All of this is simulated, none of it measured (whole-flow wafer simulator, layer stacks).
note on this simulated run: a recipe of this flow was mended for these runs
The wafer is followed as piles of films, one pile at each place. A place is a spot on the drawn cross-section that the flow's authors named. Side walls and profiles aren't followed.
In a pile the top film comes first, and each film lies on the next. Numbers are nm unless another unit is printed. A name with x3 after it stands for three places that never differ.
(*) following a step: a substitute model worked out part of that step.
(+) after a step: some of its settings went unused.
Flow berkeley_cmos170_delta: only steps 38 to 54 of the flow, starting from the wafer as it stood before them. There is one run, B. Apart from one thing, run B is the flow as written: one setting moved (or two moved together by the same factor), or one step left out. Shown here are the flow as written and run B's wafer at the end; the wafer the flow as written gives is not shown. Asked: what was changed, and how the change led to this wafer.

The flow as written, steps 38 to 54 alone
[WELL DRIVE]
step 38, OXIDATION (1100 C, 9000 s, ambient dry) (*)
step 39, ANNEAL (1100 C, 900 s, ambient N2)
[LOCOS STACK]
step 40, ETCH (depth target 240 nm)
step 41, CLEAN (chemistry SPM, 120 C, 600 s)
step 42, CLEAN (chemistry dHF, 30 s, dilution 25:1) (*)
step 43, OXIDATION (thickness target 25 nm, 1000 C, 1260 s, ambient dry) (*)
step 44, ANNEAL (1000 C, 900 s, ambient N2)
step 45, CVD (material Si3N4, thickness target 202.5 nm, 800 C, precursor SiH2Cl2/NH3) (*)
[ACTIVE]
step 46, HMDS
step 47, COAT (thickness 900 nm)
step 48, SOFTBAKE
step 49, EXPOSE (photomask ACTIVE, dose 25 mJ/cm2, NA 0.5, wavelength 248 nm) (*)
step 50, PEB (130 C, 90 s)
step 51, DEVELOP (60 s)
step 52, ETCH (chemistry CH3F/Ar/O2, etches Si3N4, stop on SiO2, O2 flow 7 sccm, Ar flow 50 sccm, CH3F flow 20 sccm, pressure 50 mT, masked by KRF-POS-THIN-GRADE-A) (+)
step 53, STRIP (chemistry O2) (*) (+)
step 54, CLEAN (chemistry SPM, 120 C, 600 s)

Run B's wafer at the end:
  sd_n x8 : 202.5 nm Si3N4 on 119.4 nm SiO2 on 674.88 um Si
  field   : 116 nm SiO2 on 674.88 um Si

What caused this: step 40, ETCH: depth target 84 nm was run, though the flow has depth target 240 nm.

The path from the change to this, step by step:
  step 40, ETCH (depth target 240 nm)
      field, sd_n x8: -84 SiO2 (it would be, as written: -197.6 SiO2 (all of it))
  step 41, CLEAN (chemistry SPM, 120 C, 600 s)
      field, sd_n x8: nothing (it would be, as written: +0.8 chemical SiO2 (new film), -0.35 Si)
  step 42, CLEAN (chemistry dHF, 30 s, dilution 25:1) (*)
      field, sd_n x8: -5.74 SiO2 (it would be, as written: -0.8 chemical SiO2 (all of it))
  step 43, OXIDATION (thickness target 25 nm, 1000 C, 1260 s, ambient dry) (*)
      field, sd_n x8: +11.4 SiO2, -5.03 Si (it would be, as written: +26.6 SiO2 (new film), -11.7 Si)
